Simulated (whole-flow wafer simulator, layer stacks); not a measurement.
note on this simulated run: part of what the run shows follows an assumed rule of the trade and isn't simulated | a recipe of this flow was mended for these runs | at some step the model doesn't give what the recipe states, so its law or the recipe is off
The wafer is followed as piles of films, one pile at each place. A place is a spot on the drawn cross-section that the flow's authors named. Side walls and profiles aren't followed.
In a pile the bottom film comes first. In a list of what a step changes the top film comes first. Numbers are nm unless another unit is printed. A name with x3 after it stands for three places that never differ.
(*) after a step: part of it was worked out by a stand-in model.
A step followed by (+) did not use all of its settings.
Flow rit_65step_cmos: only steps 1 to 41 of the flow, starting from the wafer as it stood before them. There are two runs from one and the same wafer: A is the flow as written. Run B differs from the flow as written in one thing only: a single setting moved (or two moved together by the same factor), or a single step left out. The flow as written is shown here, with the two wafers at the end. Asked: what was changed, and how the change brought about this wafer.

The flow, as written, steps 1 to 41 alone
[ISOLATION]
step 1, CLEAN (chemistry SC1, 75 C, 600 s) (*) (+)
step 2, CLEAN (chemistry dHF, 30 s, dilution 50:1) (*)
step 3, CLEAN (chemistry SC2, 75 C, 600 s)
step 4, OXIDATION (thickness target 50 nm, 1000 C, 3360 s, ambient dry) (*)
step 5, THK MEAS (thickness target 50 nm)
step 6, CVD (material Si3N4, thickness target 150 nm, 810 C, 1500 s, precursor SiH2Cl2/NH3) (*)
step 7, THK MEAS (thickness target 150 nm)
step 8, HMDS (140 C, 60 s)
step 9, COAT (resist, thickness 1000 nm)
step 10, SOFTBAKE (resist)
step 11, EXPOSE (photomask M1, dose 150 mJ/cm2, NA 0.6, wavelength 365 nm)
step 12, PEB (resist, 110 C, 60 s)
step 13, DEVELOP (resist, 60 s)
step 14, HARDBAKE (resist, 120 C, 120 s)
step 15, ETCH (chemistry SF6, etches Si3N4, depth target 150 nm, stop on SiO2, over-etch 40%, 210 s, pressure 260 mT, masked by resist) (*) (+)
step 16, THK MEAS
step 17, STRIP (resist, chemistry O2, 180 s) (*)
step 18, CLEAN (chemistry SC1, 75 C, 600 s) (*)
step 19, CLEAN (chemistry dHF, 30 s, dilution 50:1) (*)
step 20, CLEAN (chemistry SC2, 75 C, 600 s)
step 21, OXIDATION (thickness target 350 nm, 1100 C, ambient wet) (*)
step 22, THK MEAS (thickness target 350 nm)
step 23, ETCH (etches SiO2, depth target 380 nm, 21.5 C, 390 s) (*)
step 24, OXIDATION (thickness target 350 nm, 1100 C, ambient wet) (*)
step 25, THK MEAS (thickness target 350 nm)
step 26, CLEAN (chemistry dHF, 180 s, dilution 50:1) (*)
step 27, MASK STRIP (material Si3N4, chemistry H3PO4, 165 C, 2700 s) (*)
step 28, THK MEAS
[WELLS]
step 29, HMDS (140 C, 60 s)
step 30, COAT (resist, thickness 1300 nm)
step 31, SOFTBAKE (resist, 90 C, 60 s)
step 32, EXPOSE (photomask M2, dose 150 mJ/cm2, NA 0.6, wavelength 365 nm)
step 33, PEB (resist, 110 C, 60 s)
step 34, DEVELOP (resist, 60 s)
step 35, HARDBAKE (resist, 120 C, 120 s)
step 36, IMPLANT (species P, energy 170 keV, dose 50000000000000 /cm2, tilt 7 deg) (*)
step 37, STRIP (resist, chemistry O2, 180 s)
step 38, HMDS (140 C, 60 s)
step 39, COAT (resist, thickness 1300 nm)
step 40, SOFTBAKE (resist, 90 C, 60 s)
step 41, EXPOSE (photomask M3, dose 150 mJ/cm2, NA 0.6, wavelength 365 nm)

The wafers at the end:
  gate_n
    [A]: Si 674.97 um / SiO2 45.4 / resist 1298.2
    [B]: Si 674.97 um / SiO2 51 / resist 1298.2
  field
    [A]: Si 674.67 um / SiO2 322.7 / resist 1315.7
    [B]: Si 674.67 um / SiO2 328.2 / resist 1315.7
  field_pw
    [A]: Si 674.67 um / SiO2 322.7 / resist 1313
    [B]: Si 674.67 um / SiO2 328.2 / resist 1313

Cause: step 27, MASK STRIP: 1300 s was run, whereas the flow has 2700 s.

The path from the change to this, step by step:
  step 27, MASK STRIP (material Si3N4, chemistry H3PO4, 165 C, 2700 s) (*)
      active_n, active_p, gate_n and 7 more: A -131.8 Si3N4 (all of it), -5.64 SiO2 | B -131.8 Si3N4 (all of it), -0.11 SiO2
      field, field_pw, field_nw, field_p: A -10.7 SiO2 | B -5.14 SiO2
